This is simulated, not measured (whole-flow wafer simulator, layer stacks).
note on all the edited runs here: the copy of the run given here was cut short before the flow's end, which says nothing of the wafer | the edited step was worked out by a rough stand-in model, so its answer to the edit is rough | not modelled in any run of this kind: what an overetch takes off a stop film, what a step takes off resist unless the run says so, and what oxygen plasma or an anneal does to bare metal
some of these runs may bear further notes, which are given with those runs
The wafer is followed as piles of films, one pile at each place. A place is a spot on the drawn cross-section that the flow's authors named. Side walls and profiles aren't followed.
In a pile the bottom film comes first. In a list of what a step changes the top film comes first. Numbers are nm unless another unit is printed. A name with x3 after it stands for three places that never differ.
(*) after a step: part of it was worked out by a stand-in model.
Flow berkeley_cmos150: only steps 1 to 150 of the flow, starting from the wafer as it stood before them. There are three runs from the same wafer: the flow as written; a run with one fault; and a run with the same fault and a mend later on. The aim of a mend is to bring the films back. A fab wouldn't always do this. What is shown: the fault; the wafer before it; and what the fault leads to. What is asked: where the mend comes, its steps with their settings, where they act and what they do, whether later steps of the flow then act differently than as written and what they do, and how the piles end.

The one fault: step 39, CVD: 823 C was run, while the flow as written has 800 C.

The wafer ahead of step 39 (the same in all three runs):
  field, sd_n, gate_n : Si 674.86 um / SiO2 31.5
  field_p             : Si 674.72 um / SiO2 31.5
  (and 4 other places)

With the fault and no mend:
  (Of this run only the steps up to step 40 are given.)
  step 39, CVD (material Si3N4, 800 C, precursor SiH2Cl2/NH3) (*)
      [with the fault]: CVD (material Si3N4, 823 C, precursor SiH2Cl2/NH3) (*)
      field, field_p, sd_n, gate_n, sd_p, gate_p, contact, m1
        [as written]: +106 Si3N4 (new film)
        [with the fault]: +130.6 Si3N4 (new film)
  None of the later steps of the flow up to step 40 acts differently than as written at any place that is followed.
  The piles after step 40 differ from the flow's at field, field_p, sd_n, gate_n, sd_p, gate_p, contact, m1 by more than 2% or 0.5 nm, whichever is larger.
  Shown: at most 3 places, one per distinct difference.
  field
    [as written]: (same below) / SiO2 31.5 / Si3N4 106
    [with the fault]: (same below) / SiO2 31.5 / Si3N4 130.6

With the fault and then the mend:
  The mend stands after step 39.
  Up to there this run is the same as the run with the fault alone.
  step 39a, HM STRIP (material Si3N4, chemistry H3PO4, 130 C, 825 s) (*) (the flow's step 24, run once more with other settings)
      field, field_p, sd_n, gate_n, sd_p, gate_p, contact, m1
        -24.5 Si3N4
  None of the later steps of the flow acts differently than as written at any place that is followed.
  The piles end the same as the flow's at every place that both follow.
